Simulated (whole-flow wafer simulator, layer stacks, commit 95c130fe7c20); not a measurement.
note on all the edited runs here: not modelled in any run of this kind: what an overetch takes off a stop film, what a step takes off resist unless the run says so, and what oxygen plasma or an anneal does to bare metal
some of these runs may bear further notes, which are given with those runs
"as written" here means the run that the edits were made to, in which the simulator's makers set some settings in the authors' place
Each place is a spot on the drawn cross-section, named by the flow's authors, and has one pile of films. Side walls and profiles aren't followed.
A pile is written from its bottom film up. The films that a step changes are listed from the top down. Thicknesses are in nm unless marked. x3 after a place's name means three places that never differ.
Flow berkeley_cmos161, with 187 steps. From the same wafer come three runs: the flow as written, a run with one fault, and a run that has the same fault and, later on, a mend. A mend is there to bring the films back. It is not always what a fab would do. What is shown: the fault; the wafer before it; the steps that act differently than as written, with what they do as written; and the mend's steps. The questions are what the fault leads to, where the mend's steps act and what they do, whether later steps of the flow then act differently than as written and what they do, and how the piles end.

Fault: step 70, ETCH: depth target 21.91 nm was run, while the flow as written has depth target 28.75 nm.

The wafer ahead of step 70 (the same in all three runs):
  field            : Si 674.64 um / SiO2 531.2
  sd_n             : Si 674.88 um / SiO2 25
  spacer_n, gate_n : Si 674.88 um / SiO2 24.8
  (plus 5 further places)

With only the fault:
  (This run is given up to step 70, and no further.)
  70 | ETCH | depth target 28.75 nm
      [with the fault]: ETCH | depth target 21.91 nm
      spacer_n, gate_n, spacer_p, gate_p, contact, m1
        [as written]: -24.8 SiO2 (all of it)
        [with the fault]: -21.9 SiO2
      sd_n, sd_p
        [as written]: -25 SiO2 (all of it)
        [with the fault]: -21.9 SiO2
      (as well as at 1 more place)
  After step 70, at sd_n, spacer_n, gate_n, sd_p, spacer_p, gate_p, contact, m1, the piles differ from the flow's by more than 2% or 0.5 nm, whichever is larger.
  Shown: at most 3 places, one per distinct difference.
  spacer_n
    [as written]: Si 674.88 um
    [with the fault]: Si 674.88 um / SiO2 2.89
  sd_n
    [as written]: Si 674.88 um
    [with the fault]: Si 674.88 um / SiO2 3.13

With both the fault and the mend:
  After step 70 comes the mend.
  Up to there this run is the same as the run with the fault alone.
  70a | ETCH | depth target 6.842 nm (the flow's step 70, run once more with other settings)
      spacer_n, gate_n, spacer_p, gate_p, contact, m1
        -2.89 SiO2 (all of it)
      sd_n, sd_p
        -3.13 SiO2 (all of it)
      field
        -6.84 SiO2
  None of the later steps of the flow differs from how it acts as written, at any place that is followed, by more than 2% or 0.5 nm, whichever is larger.
  At every place that both follow, the piles at the end match the flow's.
